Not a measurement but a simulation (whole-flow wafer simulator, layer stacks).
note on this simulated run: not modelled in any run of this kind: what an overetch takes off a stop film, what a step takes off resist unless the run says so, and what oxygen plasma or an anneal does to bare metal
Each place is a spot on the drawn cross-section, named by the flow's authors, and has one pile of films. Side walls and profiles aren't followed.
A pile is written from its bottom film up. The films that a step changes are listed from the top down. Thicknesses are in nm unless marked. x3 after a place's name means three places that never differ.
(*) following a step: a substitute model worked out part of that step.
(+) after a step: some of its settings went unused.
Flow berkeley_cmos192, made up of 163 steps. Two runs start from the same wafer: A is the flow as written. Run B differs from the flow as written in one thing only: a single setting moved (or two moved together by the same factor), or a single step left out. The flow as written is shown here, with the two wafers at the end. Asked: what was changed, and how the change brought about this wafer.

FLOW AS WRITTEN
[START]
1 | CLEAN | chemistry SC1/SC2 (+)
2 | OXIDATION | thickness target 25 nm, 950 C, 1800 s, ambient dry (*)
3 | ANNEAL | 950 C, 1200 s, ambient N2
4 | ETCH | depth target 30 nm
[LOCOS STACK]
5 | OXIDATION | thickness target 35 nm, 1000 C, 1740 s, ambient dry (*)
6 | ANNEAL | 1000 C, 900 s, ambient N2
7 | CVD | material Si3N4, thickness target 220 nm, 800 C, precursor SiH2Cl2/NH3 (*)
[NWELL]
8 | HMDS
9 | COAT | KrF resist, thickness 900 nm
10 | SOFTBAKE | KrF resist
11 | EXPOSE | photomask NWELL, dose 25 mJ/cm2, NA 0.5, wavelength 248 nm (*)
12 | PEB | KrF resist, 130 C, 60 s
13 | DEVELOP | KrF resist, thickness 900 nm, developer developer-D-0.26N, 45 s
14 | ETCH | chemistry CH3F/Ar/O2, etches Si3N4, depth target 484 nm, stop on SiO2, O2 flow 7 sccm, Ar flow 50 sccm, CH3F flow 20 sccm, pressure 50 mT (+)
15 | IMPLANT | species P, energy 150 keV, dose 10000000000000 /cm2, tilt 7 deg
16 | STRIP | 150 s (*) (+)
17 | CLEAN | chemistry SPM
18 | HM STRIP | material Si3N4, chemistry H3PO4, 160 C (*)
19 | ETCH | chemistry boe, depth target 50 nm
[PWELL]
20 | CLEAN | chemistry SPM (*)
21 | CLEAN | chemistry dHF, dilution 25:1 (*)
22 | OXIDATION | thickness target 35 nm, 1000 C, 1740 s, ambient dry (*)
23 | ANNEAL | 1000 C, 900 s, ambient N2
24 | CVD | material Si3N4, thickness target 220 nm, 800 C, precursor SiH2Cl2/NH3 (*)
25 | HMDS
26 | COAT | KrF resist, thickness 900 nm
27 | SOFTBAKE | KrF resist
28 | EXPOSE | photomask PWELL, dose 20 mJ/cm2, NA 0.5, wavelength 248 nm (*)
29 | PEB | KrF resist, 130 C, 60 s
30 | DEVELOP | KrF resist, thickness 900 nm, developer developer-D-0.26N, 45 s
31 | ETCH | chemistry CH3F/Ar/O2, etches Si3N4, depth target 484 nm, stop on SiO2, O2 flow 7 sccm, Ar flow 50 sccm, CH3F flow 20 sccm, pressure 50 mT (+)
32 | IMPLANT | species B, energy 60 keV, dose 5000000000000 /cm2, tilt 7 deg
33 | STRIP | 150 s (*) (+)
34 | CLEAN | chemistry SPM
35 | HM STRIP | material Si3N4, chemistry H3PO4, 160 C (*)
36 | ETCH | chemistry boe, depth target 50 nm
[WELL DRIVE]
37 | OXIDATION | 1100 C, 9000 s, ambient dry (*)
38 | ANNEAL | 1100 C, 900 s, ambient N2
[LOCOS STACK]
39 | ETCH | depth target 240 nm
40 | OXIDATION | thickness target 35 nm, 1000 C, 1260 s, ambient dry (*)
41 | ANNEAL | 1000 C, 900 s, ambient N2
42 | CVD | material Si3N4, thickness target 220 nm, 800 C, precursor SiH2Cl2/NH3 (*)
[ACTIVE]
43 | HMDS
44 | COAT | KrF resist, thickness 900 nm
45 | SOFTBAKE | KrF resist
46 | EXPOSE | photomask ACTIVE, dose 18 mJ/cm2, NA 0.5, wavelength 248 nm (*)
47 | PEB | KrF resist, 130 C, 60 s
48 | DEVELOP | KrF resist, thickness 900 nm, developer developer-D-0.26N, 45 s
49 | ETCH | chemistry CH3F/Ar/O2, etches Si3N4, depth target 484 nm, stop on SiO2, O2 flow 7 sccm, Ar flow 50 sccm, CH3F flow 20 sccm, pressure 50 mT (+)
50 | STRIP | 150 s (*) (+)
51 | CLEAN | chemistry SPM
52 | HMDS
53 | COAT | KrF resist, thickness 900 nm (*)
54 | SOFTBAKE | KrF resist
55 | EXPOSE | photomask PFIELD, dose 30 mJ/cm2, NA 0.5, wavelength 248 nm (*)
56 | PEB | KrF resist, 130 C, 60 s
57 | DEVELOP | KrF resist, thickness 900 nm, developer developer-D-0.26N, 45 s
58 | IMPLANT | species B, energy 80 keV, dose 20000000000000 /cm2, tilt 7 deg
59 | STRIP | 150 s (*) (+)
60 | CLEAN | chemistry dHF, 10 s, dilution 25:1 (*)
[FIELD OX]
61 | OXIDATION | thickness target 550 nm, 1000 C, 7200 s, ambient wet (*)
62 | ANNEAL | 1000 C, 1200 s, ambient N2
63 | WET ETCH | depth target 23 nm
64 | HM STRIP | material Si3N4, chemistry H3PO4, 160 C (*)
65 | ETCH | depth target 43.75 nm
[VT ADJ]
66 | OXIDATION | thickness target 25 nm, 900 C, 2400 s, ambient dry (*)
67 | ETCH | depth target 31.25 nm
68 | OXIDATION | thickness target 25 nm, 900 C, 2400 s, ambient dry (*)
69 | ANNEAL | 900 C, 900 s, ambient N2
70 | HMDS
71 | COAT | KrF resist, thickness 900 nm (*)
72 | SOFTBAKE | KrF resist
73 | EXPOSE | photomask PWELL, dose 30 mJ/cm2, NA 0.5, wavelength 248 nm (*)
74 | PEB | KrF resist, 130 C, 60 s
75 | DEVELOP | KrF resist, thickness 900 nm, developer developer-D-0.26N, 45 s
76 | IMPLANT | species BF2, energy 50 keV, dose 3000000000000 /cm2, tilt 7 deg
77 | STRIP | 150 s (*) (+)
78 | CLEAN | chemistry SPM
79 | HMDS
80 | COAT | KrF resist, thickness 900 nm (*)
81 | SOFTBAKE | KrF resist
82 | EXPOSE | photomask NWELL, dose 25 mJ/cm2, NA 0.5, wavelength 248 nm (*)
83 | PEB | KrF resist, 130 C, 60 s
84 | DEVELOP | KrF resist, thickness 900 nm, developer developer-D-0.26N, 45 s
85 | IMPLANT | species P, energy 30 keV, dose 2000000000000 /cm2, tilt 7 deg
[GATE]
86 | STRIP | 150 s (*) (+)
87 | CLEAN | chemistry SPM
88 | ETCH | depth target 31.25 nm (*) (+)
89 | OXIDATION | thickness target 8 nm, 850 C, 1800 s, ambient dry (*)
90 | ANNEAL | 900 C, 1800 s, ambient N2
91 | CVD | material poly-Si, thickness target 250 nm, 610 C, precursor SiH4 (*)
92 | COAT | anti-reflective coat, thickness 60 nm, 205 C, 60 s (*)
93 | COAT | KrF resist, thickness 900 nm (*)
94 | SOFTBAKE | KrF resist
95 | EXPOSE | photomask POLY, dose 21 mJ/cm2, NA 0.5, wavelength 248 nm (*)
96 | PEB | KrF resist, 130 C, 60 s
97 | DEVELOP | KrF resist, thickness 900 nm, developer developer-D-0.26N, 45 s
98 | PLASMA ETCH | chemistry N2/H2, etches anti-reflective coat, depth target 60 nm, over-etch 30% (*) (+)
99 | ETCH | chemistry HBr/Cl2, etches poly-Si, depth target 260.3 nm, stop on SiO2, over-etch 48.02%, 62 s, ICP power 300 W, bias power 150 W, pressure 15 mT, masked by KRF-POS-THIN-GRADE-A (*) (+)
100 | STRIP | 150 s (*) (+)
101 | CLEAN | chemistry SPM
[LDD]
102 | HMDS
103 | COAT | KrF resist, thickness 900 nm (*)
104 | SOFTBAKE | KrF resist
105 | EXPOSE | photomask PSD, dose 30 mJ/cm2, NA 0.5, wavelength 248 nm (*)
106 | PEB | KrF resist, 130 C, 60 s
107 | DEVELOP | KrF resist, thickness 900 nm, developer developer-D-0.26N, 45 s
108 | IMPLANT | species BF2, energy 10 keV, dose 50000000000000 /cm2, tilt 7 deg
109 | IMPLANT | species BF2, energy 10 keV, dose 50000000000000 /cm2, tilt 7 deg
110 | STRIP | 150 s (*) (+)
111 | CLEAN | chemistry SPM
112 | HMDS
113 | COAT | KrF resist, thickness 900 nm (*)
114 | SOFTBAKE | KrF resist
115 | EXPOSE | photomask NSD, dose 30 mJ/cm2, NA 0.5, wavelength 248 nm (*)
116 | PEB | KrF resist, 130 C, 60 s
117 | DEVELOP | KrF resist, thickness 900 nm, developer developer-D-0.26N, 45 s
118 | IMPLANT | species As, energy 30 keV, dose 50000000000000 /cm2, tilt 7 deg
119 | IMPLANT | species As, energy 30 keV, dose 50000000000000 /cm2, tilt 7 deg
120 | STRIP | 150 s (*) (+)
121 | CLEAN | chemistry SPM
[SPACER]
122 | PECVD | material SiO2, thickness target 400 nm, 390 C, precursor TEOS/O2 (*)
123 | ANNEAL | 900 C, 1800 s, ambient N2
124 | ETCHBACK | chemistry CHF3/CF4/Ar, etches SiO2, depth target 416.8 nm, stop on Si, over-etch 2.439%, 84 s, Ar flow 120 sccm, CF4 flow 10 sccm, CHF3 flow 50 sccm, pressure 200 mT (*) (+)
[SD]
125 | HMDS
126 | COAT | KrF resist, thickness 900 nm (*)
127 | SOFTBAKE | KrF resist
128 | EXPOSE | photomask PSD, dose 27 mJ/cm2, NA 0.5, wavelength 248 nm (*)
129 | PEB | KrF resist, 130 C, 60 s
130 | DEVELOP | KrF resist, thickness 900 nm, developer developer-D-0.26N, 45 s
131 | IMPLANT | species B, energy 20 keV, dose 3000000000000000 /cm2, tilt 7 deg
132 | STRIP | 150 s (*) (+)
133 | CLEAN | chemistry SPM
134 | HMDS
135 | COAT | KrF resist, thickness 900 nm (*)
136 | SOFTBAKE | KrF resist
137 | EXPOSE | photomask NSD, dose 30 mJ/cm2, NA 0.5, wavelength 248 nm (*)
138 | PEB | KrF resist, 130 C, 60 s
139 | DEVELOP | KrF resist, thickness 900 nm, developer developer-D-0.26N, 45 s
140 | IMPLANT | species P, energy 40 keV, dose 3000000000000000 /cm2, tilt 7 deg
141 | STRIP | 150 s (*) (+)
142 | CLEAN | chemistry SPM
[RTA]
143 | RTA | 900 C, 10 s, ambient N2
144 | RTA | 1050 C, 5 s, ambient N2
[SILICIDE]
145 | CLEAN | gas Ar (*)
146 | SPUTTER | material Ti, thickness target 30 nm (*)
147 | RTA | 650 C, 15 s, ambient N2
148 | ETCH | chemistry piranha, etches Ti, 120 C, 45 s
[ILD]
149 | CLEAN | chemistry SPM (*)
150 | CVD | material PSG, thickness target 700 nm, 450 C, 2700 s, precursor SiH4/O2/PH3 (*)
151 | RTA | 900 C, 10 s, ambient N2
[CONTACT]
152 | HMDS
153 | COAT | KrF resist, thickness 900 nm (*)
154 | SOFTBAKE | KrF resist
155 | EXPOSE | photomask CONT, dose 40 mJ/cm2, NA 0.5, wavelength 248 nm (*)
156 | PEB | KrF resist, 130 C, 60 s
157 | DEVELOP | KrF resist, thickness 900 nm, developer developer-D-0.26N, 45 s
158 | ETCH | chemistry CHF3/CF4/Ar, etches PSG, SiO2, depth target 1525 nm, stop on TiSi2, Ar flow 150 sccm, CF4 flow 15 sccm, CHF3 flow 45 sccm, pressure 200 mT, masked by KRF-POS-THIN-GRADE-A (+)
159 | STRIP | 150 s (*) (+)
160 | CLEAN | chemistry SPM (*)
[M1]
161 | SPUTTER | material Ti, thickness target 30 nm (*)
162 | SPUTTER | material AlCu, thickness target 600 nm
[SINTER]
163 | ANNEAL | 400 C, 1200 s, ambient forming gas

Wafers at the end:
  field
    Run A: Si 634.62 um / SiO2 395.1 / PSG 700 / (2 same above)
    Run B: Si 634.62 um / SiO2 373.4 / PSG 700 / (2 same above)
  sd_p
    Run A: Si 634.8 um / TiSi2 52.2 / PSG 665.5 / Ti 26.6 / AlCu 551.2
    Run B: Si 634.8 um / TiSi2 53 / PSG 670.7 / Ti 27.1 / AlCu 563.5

The reason: step 65, ETCH: depth target 65.62 nm was run, whereas the flow has depth target 43.75 nm.

The path from the change to this, step by step:
  65 | ETCH | depth target 43.75 nm
      field: A SiO2 loses 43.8 | B SiO2 loses 65.6
  92 | COAT | anti-reflective coat, thickness 60 nm, 205 C, 60 s (*)
      sd_n: A anti-reflective coat gains 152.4 (new film) | B anti-reflective coat gains 137.1 (new film)
      spacer_n: A anti-reflective coat gains 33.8 (new film) | B anti-reflective coat gains 39.3 (new film)
      (and at 6 other places as well)
  98 | PLASMA ETCH | chemistry N2/H2, etches anti-reflective coat, depth target 60 nm, over-etch 30% (*) (+)
      field: A anti-reflective coat loses 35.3 (all of it), poly-Si loses 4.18 | B anti-reflective coat loses 35.4 (all of it), poly-Si loses 3.66
      sd_n: A anti-reflective coat loses 152.4 (all of it), poly-Si loses 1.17 | B anti-reflective coat loses 137.1 (all of it), poly-Si loses 1.05
      (and at 5 other places as well)
  100 | STRIP | 150 s (*) (+)
      gate: A chemical SiO2 gains 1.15 (new film), KrF resist loses 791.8 (all of it), anti-reflective coat loses 30 (all of it), poly-Si loses 0.51 | B chemical SiO2 gains 1.15 (new film), KrF resist loses 773.2 (all of it), anti-reflective coat loses 36.1 (all of it), poly-Si loses 0.51
      gate_p: A chemical SiO2 gains 1.15 (new film), KrF resist loses 765.1 (all of it), anti-reflective coat loses 31 (all of it), poly-Si loses 0.51 | B chemical SiO2 gains 1.15 (new film), KrF resist loses 752.4 (all of it), anti-reflective coat loses 35.7 (all of it), poly-Si loses 0.51
  147 | RTA | 650 C, 15 s, ambient N2
      sd_p: A Ti loses 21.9, TiSi first gains 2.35 (new film), TiSi2 C49 gains 52.1 (new film), Si loses 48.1 | B Ti loses 22.2, TiSi first gains 3.14 (new film), TiSi2 C49 gains 51.7 (new film), Si loses 48.3
  151 | RTA | 900 C, 10 s, ambient N2
      sd_p: A under 1 film: TiSi2 gains 52.2 (new film), TiSi first loses 2.25 (all of it), TiSi2 C49 loses 52.1 (all of it), Si loses 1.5 | B under 1 film: TiSi2 gains 53 (new film), TiSi first loses 3.04 (all of it), TiSi2 C49 loses 51.7 (all of it), Si loses 2.02
  162 | SPUTTER | material AlCu, thickness target 600 nm
      sd_p: A AlCu gains 551.2 (new film) | B AlCu gains 563.5 (new film)
